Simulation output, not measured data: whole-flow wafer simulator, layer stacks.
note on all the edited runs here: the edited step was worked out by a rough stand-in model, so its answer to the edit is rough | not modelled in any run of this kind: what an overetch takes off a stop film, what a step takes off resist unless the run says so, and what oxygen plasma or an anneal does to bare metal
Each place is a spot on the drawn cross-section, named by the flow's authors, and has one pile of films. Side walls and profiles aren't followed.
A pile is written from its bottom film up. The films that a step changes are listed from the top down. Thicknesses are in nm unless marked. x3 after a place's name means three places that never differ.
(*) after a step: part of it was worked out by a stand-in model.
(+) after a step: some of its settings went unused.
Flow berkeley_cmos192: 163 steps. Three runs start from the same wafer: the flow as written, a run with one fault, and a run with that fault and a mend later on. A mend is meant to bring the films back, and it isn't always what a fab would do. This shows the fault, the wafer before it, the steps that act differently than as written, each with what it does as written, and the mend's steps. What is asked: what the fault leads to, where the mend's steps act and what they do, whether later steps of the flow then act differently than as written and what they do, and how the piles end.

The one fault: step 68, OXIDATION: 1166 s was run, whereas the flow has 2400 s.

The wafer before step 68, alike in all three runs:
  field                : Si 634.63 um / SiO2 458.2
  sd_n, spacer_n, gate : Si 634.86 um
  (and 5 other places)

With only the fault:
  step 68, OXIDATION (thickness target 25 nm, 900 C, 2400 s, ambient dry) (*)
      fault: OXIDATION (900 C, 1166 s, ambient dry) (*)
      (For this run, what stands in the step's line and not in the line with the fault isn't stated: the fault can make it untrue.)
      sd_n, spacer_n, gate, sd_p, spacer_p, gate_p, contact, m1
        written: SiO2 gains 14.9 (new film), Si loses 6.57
        fault: SiO2 gains 9.5 (new film), Si loses 4.18
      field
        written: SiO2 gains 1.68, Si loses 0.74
        fault: SiO2 gains 0.82, Si loses 0.36
  Later steps of the flow acting differently than as written (not shown: 37 more steps that differ only slightly, by at most 2% or 0.5 nm, whichever is larger):
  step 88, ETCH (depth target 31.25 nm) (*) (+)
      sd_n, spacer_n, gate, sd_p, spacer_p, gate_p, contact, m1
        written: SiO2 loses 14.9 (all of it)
        fault: SiO2 loses 9.5 (all of it)
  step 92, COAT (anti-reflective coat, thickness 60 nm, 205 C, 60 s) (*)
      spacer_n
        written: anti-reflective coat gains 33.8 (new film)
        fault: anti-reflective coat gains 34.6 (new film)
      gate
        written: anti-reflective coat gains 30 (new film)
        fault: anti-reflective coat gains 30.8 (new film)
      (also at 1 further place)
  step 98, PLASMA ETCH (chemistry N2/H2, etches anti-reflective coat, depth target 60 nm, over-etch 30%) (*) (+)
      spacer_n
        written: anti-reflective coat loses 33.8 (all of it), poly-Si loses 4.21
        fault: anti-reflective coat loses 34.6 (all of it), poly-Si loses 4.14
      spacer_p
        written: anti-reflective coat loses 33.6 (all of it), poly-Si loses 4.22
        fault: anti-reflective coat loses 34.3 (all of it), poly-Si loses 4.15
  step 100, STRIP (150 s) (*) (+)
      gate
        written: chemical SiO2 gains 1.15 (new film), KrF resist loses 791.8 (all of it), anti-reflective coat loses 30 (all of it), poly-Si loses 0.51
        fault: chemical SiO2 gains 1.15 (new film), KrF resist loses 789.7 (all of it), anti-reflective coat loses 30.8 (all of it), poly-Si loses 0.51
  The piles end only slightly different from the flow's at the places that both follow, by no more than 2% or 0.5 nm, whichever is larger.

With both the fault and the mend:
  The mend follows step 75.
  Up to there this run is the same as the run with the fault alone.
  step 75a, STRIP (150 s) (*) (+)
      sd_p
        KrF resist loses 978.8 (all of it)
      spacer_p
        KrF resist loses 960.2 (all of it)
      gate_p
        KrF resist loses 959.3 (all of it)
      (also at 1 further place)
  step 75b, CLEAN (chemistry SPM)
      does not change any film at any place that is followed
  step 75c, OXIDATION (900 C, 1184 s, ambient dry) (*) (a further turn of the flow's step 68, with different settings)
      sd_n, spacer_n, gate, sd_p, spacer_p, gate_p, contact, m1
        SiO2 gains 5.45, Si loses 2.4
      field
        SiO2 gains 0.83, Si loses 0.36
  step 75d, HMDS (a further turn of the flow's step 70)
      does not change any film at any place that is followed
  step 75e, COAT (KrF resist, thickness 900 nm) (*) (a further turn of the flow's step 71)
      spacer_n, gate
        KrF resist gains 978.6 (new film)
      field
        KrF resist gains 842.4 (new film)
      sd_n
        KrF resist gains 1013.2 (new film)
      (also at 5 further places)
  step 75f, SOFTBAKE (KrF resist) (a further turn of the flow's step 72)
      does not change any film at any place that is followed
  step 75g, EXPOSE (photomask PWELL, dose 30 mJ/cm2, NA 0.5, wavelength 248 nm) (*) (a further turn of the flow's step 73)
      does not change any film at any place that is followed
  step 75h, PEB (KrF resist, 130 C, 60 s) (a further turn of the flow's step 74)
      sd_n, m1
        KrF resist loses 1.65
      spacer_n, gate
        KrF resist loses 1.58
      spacer_p, gate_p
        KrF resist loses 1.57
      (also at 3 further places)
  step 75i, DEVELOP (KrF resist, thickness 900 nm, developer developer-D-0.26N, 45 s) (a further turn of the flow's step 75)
      sd_p, spacer_p, gate_p, m1
        KrF resist loses 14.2
      spacer_n, gate
        KrF resist loses 977 (all of it)
      field
        KrF resist loses 841.1 (all of it)
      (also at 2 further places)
  Every later step of the flow that is run acts as written, at every place that is followed, to within 2% or 0.5 nm, whichever is larger.
  The piles end only slightly different from the flow's at the places that both follow, by no more than 2% or 0.5 nm, whichever is larger.
